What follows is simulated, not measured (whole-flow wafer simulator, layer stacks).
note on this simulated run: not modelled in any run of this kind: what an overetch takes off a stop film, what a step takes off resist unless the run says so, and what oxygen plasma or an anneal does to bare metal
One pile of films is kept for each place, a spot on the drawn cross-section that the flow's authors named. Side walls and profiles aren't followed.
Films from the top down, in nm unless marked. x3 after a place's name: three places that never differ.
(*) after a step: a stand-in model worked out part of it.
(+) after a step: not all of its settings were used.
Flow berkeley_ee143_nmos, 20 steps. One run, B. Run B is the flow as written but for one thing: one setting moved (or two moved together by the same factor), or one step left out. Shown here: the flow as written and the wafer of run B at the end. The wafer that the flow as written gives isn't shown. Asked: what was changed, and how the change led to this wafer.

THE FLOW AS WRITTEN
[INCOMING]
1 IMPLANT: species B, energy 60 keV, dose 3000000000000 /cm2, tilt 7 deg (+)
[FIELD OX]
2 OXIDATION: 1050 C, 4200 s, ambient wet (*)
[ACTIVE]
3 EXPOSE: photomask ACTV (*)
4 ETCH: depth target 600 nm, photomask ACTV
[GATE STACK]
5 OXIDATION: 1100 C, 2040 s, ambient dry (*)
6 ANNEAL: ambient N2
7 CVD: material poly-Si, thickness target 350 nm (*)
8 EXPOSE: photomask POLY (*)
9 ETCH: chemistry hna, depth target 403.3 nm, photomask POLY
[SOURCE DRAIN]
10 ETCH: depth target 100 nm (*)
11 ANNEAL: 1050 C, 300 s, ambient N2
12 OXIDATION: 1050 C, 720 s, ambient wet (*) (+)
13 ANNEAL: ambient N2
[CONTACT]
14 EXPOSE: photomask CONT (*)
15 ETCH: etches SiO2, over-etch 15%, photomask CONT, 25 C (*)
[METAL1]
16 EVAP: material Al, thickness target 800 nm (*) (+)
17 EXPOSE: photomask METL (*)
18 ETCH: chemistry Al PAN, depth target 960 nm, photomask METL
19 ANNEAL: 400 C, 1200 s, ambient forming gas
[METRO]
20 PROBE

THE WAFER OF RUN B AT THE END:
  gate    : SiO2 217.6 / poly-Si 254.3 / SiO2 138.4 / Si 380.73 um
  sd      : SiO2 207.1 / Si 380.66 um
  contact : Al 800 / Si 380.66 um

The cause: step 4, ETCH: depth target 466 nm was run, where the flow has depth target 600 nm.

How the change led to this, step by step:
  4 ETCH: depth target 600 nm, photomask ACTV
      gate, sd, contact: SiO2 -466 (as written it would be: SiO2 -566.4 (all of it))
  5 OXIDATION: 1100 C, 2040 s, ambient dry (*)
      gate, sd, contact: SiO2 +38, Si -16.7 (as written it would be: SiO2 +79.7 (new film), Si -35.1)
  10 ETCH: depth target 100 nm (*)
      sd, contact: SiO2 -100 (as written it would be: SiO2 -79.7 (all of it))
  12 OXIDATION: 1050 C, 720 s, ambient wet (*) (+)
      sd, contact: SiO2 +168.7, Si -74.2 (as written it would be: SiO2 +189.4 (new film), Si -83.4)
  15 ETCH: etches SiO2, over-etch 15%, photomask CONT, 25 C (*)
      contact: SiO2 -207.1 (all of it) (as written it would be: SiO2 -189.4 (all of it))
